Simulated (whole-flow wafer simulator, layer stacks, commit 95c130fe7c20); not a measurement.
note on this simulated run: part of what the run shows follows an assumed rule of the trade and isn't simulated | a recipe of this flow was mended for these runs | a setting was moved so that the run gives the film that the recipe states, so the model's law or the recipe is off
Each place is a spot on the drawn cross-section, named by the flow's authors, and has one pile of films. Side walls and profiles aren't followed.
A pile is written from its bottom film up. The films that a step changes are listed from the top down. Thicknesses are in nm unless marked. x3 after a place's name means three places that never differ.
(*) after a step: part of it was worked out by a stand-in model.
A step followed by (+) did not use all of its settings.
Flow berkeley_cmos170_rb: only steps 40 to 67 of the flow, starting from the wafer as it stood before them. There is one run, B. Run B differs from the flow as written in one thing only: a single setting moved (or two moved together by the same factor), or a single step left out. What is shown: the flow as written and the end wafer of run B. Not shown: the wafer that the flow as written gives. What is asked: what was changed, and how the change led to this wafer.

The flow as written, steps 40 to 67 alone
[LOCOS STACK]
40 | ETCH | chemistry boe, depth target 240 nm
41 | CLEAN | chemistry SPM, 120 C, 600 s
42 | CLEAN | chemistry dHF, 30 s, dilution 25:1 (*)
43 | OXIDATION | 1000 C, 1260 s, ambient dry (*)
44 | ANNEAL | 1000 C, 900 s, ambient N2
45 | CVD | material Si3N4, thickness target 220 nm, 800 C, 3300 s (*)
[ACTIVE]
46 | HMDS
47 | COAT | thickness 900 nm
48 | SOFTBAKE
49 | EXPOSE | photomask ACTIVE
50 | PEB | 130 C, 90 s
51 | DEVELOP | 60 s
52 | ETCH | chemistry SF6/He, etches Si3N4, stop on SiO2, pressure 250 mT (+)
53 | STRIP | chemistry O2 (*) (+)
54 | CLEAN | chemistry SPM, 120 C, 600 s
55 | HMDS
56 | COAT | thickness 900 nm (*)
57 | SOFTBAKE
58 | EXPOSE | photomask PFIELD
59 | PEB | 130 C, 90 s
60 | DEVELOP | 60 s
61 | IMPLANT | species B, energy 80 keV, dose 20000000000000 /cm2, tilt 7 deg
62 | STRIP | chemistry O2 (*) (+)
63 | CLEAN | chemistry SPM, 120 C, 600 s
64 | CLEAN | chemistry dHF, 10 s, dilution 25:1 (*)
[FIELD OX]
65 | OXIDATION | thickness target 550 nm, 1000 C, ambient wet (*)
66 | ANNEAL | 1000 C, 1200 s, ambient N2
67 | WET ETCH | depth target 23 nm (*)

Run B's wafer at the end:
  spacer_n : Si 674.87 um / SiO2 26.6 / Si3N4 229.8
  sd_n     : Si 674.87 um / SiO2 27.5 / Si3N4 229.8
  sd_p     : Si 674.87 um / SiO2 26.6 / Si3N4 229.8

Cause: step 45, CVD: 3564 s was run, though the flow has 3300 s.

How this came from the change, step by step:
  45 | CVD | material Si3N4, thickness target 220 nm, 800 C, 3300 s (*)
      field, sd_n, spacer_n and 6 more: Si3N4 gains 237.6 (new film) (in the flow as written it would be: Si3N4 gains 220 (new film))
  52 | ETCH | chemistry SF6/He, etches Si3N4, stop on SiO2, pressure 250 mT (+)
      sd_n, spacer_n, gate, sd_p, spacer_p, gate_p, contact, m1: KrF-resist loses 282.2 (in the flow as written it would be: KrF-resist loses 263)
      field: Si3N4 loses 237.6 (all of it), SiO2 loses 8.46 (in the flow as written it would be: Si3N4 loses 220 (all of it), SiO2 loses 8.46)
  53 | STRIP | chemistry O2 (*) (+)
      sd_n, spacer_n, gate, sd_p, spacer_p, gate_p, contact, m1: KrF-resist loses 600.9 (all of it) (in the flow as written it would be: KrF-resist loses 620 (all of it))
  65 | OXIDATION | thickness target 550 nm, 1000 C, ambient wet (*)
      gate: SiO2 gains 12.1 (new film), Si3N4 loses 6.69 (in the flow as written it would be: SiO2 gains 12.1 (new film), Si3N4 loses 6.69, SiO2 gains 0.05, Si loses 0.05)
      sd_p: SiO2 gains 12.1 (new film), Si3N4 loses 6.69 (in the flow as written it would be: SiO2 gains 12.1 (new film), Si3N4 loses 6.69, SiO2 gains 0.06, Si loses 0.06)
      (and at 1 other place as well)
